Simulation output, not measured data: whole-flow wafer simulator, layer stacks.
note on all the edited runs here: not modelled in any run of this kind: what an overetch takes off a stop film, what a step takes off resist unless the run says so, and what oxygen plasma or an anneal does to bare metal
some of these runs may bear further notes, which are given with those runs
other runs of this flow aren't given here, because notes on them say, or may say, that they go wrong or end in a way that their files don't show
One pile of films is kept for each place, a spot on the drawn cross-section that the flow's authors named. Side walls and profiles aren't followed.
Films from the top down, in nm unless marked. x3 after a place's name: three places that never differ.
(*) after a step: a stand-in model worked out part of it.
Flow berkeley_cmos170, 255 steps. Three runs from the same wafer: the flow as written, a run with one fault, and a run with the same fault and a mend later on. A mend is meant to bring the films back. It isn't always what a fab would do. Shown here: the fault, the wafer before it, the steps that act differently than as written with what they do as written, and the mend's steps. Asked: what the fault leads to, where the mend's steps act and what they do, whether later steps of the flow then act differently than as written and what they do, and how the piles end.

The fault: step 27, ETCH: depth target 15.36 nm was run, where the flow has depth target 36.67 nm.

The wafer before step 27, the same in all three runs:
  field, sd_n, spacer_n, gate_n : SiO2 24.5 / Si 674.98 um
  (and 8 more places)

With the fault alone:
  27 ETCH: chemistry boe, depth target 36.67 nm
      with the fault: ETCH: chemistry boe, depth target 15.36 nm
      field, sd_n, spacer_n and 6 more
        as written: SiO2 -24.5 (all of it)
        with the fault: SiO2 -15.4
  Later steps of the flow that act differently than as written (42 more steps differ only slightly, by at most 2% or 0.5 nm, whichever is larger, and aren't shown):
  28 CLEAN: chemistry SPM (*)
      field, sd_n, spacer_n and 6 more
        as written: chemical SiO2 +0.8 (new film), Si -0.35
        with the fault: nothing
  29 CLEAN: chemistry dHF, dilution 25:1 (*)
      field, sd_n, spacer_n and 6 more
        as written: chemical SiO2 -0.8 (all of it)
        with the fault: SiO2 -9.09 (all of it)
  At the end the piles differ from the flow's only slightly at the places that both follow, by at most 2% or 0.5 nm, whichever is larger.

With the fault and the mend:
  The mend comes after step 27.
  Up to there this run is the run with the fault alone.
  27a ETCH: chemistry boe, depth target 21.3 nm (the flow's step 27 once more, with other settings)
      field, sd_n, spacer_n and 6 more
        SiO2 -9.09 (all of it)
  No later step of the flow acts differently than as written at any place that is followed.
  At the end the piles are the same as the flow's at every place that both follow.
